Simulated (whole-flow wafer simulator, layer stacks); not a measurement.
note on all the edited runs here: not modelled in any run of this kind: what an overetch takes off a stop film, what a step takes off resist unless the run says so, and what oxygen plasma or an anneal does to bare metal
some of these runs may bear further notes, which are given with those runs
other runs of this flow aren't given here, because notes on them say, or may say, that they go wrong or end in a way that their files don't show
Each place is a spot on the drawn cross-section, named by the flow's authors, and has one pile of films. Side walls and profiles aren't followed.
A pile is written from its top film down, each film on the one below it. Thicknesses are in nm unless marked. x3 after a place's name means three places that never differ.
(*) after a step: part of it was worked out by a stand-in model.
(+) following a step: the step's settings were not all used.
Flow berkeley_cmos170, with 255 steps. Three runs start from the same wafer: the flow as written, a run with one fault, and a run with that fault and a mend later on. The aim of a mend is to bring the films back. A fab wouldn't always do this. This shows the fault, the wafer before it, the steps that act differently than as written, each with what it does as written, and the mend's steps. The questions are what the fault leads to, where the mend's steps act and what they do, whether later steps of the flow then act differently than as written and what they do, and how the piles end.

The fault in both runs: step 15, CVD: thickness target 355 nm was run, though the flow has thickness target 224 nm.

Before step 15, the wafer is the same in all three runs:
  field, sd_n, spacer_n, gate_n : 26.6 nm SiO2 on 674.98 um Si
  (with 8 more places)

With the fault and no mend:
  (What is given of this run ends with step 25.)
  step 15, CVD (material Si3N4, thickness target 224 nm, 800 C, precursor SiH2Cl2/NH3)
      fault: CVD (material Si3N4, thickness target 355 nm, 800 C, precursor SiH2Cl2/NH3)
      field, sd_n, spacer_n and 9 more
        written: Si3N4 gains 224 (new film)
        fault: Si3N4 gains 355 (new film)
  Steps later in the flow that act otherwise than as written:
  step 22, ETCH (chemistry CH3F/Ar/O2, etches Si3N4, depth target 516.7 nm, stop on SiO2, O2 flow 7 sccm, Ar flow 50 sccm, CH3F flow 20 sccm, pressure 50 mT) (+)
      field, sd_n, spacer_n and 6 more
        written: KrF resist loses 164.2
        fault: KrF resist loses 251.6
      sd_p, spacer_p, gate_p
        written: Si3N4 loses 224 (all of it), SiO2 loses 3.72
        fault: Si3N4 loses 355 (all of it), SiO2 loses 3.72
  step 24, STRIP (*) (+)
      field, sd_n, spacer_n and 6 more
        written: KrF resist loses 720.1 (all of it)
        fault: KrF resist loses 632.8 (all of it)
  After step 25, at field, sd_n, spacer_n and 6 more, the piles differ from the flow's by more than 2% or 0.5 nm, whichever is larger.
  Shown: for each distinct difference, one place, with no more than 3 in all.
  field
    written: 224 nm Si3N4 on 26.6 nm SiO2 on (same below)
    fault: 355 nm Si3N4 on 26.6 nm SiO2 on (same below)

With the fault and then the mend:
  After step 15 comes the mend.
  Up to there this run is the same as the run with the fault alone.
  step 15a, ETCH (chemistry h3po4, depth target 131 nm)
      field, sd_n, spacer_n and 9 more
        Si3N4 loses 131
  Every later step of the flow that is run acts as written at every place that is followed.
  By the end, the piles equal the flow's at every place that both follow.
